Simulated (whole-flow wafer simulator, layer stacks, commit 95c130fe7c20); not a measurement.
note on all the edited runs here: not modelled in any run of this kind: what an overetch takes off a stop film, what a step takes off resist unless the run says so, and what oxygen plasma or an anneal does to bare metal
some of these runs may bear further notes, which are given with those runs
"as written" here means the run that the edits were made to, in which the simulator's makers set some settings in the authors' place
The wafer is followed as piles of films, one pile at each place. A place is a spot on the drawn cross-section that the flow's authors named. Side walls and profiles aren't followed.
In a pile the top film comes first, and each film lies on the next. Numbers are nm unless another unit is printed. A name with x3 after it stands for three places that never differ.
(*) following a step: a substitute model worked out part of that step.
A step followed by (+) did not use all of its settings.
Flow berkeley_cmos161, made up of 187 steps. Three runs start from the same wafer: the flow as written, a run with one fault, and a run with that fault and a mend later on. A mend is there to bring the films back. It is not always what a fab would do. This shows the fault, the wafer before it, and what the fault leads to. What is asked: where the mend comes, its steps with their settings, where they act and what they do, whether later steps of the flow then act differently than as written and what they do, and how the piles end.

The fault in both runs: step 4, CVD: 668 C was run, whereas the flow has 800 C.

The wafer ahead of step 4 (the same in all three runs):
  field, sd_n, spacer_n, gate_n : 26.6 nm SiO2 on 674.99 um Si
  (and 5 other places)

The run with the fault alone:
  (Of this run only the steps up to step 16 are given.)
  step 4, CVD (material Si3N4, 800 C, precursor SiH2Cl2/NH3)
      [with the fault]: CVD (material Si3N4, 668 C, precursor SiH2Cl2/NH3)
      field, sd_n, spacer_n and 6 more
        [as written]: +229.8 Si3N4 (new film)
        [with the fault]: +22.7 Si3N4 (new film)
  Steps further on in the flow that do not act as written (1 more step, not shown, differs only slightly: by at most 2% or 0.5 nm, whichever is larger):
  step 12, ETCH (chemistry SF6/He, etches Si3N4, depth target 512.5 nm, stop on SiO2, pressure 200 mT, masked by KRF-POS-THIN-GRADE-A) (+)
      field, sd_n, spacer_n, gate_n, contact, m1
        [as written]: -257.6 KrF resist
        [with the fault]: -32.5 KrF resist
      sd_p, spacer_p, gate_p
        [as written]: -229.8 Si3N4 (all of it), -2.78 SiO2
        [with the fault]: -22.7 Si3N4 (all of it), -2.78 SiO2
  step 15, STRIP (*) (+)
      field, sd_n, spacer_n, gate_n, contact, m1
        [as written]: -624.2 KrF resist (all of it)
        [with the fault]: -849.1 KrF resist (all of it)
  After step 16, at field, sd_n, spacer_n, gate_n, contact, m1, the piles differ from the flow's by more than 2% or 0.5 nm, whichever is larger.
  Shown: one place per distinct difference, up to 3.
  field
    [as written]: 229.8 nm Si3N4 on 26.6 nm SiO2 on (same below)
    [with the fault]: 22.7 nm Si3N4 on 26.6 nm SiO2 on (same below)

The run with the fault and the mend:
  After step 4 comes the mend.
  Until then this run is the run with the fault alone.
  step 4a, ETCH (chemistry h3po4, depth target 26.05 nm)
      field, sd_n, spacer_n and 6 more
        -22.7 Si3N4 (all of it)
  step 4b, CLEAN (chemistry SC1/SC2) (the flow's step 1, run once more)
      leaves every film unchanged at each place that is followed
  step 4c, CVD (material Si3N4, 800 C, precursor SiH2Cl2/NH3) (the flow's step 4, run once more)
      field, sd_n, spacer_n and 6 more
        +229.8 Si3N4 (new film)
  Later steps of the flow that are run all act as written at every place that is followed.
  At every place that both follow, the piles at the end match the flow's.
